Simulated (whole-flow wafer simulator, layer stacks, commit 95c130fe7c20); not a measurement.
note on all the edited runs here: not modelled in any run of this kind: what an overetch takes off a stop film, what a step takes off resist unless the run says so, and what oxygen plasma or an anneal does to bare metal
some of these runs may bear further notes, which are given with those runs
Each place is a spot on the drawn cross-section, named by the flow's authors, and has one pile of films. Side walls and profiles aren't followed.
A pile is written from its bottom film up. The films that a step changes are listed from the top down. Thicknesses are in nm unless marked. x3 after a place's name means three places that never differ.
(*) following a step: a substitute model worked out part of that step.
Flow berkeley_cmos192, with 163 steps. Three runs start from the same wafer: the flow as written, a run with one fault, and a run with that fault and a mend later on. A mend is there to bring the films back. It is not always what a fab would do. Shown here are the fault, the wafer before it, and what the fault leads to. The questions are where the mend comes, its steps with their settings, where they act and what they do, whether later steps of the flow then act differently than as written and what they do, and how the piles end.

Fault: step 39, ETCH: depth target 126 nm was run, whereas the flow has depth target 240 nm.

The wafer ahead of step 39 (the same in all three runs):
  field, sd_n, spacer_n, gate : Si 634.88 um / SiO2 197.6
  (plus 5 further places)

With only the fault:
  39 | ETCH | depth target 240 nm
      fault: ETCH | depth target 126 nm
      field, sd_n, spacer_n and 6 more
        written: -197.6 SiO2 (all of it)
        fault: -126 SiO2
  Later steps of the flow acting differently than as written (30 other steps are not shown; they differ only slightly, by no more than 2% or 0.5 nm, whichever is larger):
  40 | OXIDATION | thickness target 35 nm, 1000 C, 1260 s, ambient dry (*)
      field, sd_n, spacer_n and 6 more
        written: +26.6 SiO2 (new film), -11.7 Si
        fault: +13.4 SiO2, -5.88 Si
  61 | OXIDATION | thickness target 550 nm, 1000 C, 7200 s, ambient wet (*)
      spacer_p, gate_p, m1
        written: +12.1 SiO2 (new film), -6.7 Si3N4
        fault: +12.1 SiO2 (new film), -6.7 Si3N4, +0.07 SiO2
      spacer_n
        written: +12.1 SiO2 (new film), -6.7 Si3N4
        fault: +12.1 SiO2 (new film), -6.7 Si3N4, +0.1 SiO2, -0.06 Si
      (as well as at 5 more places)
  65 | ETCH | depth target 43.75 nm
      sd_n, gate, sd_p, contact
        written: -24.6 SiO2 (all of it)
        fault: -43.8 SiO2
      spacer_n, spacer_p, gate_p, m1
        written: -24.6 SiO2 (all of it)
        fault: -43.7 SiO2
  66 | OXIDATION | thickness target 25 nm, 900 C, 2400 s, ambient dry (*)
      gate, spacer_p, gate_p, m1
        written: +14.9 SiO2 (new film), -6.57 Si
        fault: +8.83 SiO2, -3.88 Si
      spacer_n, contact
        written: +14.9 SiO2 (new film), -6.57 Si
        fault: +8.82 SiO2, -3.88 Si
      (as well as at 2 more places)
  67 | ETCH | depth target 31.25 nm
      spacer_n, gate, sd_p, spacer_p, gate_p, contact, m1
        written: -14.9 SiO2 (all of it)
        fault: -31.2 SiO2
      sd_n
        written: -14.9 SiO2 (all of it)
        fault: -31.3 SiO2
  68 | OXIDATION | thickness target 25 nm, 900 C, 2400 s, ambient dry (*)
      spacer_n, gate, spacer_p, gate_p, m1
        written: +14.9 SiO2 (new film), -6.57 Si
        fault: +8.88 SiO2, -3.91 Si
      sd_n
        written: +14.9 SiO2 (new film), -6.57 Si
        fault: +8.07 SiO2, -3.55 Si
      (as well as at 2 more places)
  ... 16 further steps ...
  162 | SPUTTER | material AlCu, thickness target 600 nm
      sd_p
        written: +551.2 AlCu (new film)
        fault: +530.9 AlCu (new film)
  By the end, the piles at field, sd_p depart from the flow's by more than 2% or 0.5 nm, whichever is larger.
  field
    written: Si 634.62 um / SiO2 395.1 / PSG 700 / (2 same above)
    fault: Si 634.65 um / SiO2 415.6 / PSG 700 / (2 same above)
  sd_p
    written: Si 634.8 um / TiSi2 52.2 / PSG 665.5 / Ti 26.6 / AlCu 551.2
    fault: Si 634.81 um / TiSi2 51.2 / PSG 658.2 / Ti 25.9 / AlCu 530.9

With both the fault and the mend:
  After step 39 comes the mend.
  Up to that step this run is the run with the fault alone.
  39a | ETCH | depth target 114 nm (the flow's step 39 again, with other settings)
      field, sd_n, spacer_n and 6 more
        -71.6 SiO2 (all of it)
  None of the later steps of the flow acts differently than as written at any place that is followed.
  At every place that both follow, the piles at the end match the flow's.
